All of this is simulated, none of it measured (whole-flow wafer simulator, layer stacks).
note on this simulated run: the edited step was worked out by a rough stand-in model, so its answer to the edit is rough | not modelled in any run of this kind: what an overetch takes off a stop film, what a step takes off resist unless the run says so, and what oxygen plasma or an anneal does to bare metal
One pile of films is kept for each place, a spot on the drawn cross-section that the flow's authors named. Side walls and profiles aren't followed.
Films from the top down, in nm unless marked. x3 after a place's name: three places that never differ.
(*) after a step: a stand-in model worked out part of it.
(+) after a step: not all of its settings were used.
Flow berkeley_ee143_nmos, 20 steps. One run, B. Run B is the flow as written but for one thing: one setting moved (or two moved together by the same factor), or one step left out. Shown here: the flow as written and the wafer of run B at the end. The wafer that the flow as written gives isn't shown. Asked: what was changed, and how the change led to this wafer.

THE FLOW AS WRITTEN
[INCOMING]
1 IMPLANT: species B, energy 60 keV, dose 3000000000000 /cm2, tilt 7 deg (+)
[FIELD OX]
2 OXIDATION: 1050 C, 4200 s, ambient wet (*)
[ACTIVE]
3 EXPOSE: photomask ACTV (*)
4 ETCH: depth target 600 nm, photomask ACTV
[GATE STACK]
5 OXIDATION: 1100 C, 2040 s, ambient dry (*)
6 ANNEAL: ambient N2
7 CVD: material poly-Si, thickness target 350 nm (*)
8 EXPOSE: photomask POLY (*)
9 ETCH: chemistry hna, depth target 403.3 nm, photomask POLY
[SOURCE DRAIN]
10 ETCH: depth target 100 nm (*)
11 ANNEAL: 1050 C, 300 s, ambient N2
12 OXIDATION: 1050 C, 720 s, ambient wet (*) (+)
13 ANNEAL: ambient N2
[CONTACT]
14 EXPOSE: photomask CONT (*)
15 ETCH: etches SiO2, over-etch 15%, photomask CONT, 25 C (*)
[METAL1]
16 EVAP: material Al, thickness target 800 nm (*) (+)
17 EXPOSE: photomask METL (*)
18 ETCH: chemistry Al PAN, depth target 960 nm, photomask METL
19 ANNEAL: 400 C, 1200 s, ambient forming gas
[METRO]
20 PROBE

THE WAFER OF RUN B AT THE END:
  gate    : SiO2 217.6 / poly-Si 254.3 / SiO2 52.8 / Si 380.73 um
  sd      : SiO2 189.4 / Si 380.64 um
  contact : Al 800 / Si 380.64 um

The cause: step 5, OXIDATION: 1020 s was run, where the flow has 2040 s.

How the change led to this, step by step:
  5 OXIDATION: 1100 C, 2040 s, ambient dry (*)
      gate, sd, contact: SiO2 +52.8 (new film), Si -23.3 (as written it would be: SiO2 +79.7 (new film), Si -35.1)
      field: SiO2 +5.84, Si -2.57 (as written it would be: SiO2 +11.6, Si -5.1)
  10 ETCH: depth target 100 nm (*)
      sd, contact: SiO2 -52.8 (all of it) (as written it would be: SiO2 -79.7 (all of it))
